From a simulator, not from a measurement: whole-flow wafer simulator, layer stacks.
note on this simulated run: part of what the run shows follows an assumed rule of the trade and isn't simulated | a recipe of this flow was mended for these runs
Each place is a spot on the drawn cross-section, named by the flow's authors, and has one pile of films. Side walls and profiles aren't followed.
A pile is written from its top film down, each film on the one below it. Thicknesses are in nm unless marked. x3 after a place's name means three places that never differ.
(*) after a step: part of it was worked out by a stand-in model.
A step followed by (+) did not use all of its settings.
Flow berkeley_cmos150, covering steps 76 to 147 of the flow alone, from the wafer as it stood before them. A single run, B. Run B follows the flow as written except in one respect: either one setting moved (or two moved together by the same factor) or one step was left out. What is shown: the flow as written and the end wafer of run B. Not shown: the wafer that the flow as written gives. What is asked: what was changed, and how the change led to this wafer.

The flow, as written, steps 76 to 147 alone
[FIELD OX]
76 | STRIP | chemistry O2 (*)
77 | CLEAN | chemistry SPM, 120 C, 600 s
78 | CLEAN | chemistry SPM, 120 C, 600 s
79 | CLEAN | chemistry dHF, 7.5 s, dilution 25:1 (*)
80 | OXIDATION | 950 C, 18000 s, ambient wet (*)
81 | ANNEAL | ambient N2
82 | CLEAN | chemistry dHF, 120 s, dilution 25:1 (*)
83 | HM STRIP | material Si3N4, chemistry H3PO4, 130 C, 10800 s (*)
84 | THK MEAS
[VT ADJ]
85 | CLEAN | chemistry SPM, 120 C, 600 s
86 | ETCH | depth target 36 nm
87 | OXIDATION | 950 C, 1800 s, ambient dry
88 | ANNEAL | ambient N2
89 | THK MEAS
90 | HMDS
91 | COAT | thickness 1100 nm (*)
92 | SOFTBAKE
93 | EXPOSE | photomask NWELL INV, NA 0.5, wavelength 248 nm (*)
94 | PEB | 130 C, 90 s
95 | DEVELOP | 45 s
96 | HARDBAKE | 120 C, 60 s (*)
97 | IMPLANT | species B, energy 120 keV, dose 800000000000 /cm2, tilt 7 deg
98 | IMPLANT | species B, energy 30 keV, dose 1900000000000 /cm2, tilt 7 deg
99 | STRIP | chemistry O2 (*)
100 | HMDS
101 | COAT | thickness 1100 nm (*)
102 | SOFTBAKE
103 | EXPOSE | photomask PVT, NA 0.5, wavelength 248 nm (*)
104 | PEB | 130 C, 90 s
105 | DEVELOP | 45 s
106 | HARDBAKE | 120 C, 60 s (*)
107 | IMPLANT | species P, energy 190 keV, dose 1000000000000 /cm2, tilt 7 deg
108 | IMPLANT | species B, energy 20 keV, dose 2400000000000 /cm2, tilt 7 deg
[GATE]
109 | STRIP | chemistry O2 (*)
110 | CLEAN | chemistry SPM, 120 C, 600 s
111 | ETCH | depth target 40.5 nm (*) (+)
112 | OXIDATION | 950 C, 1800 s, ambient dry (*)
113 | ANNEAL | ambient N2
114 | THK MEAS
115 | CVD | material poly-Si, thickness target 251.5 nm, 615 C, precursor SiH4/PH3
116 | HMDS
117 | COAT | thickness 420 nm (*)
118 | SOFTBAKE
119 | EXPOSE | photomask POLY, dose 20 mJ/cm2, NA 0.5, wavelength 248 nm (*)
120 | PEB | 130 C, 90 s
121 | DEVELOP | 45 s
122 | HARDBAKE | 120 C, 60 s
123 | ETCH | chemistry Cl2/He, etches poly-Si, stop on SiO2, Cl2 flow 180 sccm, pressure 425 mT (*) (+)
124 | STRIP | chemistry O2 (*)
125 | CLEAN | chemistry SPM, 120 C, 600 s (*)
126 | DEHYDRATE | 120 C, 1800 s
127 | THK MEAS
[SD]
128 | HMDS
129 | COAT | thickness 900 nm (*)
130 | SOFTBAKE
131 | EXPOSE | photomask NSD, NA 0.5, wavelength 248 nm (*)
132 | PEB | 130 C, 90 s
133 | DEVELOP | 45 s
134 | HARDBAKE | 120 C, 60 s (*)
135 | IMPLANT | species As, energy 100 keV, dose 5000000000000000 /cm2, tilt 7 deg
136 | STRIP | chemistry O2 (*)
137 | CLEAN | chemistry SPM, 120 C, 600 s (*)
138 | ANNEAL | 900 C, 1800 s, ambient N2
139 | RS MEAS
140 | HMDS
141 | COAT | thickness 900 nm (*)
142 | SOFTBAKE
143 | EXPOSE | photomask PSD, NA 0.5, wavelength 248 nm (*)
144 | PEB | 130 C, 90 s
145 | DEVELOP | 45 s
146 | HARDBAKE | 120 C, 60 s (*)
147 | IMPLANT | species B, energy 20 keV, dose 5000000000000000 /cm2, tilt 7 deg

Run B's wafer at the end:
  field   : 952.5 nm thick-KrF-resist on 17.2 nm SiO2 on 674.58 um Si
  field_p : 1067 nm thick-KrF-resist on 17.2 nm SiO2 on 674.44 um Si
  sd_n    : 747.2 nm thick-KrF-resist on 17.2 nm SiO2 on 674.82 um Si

Cause: step 83, HM STRIP: 208 C was run, though the flow has 130 C.

How this came from the change, step by step:
  83 | HM STRIP | material Si3N4, chemistry H3PO4, 130 C, 10800 s (*)
      gate_n, contact, m1: chemical SiO2 gains 0.5 (new film), Si3N4 loses 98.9 (all of it), SiO2 loses 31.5 (all of it), Si loses 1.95 (in the flow as written it would be: Si3N4 loses 98.9 (all of it), SiO2 loses 1.88)
      field, field_p: chemical SiO2 gains 0.5 (new film), SiO2 loses 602 (all of it), Si loses 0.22 (in the flow as written it would be: SiO2 loses 2.72)
      (as well as at 3 more places)
  86 | ETCH | depth target 36 nm
      gate_n, sd_p, gate_p, contact, m1: chemical SiO2 loses 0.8 (all of it) (in the flow as written it would be: SiO2 loses 29.6 (all of it))
      field, field_p, sd_n: chemical SiO2 loses 0.8 (all of it) (in the flow as written it would be: SiO2 loses 36)
  87 | OXIDATION | 950 C, 1800 s, ambient dry
      field, field_p: SiO2 gains 20.4 (new film), Si loses 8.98 (in the flow as written it would be: SiO2 gains 2.35, Si loses 1.04)
      sd_n: SiO2 gains 20.4 (new film), Si loses 8.98 (in the flow as written it would be: SiO2 gains 12.1, Si loses 5.32)
  91 | COAT | thickness 1100 nm (*)
      field: thick-KrF-resist gains 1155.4 (new film) (in the flow as written it would be: thick-KrF-resist gains 976.2 (new film))
      field_p: thick-KrF-resist gains 1268.9 (new film) (in the flow as written it would be: thick-KrF-resist gains 1087.8 (new film))
      (as well as at 6 more places)
  94 | PEB | 130 C, 90 s
      field: thick-KrF-resist loses 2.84 (in the flow as written it would be: thick-KrF-resist loses 2.33)
      field_p: thick-KrF-resist loses 3.18 (in the flow as written it would be: thick-KrF-resist loses 2.65)
      (as well as at 6 more places)
  95 | DEVELOP | 45 s
      field: thick-KrF-resist loses 1152.5 (all of it) (in the flow as written it would be: thick-KrF-resist loses 973.9 (all of it))
      sd_n: thick-KrF-resist loses 942.3 (all of it) (in the flow as written it would be: thick-KrF-resist loses 1239.9 (all of it))
      (as well as at 3 more places)
  99 | STRIP | chemistry O2 (*)
      field_p: thick-KrF-resist loses 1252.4 (all of it) (in the flow as written it would be: thick-KrF-resist loses 1071.8 (all of it))
      sd_p: thick-KrF-resist loses 1017.8 (all of it) (in the flow as written it would be: thick-KrF-resist loses 1300.7 (all of it))
      (as well as at 1 more place)
  101 | COAT | thickness 1100 nm (*)
      field: thick-KrF-resist gains 1155.4 (new film) (in the flow as written it would be: thick-KrF-resist gains 976.2 (new film))
      field_p: thick-KrF-resist gains 1268.9 (new film) (in the flow as written it would be: thick-KrF-resist gains 1087.8 (new film))
      (as well as at 6 more places)
  104 | PEB | 130 C, 90 s
      field: thick-KrF-resist loses 2.84 (in the flow as written it would be: thick-KrF-resist loses 2.33)
      field_p: thick-KrF-resist loses 3.18 (in the flow as written it would be: thick-KrF-resist loses 2.65)
      (as well as at 6 more places)
  105 | DEVELOP | 45 s
      sd_p: thick-KrF-resist loses 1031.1 (all of it) (in the flow as written it would be: thick-KrF-resist loses 1314 (all of it))
      gate_p: thick-KrF-resist loses 1045.9 (all of it) (in the flow as written it would be: thick-KrF-resist loses 1288.3 (all of it))
  109 | STRIP | chemistry O2 (*)
      field: thick-KrF-resist loses 1139.2 (all of it) (in the flow as written it would be: thick-KrF-resist loses 960.6 (all of it))
      field_p: thick-KrF-resist loses 1252.4 (all of it) (in the flow as written it would be: thick-KrF-resist loses 1071.8 (all of it))
      (as well as at 4 more places)
  111 | ETCH | depth target 40.5 nm (*) (+)
      field, field_p: SiO2 loses 20.4 (all of it) (in the flow as written it would be: SiO2 loses 40.5)
      sd_n: SiO2 loses 20.4 (all of it) (in the flow as written it would be: SiO2 loses 40.4 (all of it))
  112 | OXIDATION | 950 C, 1800 s, ambient dry (*)
      field, field_p: SiO2 gains 20.4 (new film), Si loses 8.98 (in the flow as written it would be: SiO2 gains 2.49, Si loses 1.09)
  117 | COAT | thickness 420 nm (*)
      field: KrF-resist gains 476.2 (new film) (in the flow as written it would be: KrF-resist gains 333.8 (new film))
      field_p: KrF-resist gains 572.5 (new film) (in the flow as written it would be: KrF-resist gains 413.4 (new film))
      (as well as at 6 more places)
  120 | PEB | 130 C, 90 s
      sd_n: KrF-resist loses 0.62 (in the flow as written it would be: KrF-resist loses 1.22)
      m1: KrF-resist loses 0.62 (in the flow as written it would be: KrF-resist loses 1.13)
  121 | DEVELOP | 45 s
      field: KrF-resist loses 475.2 (all of it) (in the flow as written it would be: KrF-resist loses 333.2 (all of it))
      field_p: KrF-resist loses 571.2 (all of it) (in the flow as written it would be: KrF-resist loses 412.6 (all of it))
      (as well as at 4 more places)
  ... 8 further steps ...
  145 | DEVELOP | 45 s
      sd_p: thick-KrF-resist loses 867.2 (all of it) (in the flow as written it would be: thick-KrF-resist loses 1130.2 (all of it))
      gate_p: thick-KrF-resist loses 669.2 (all of it) (in the flow as written it would be: thick-KrF-resist loses 886.7 (all of it))
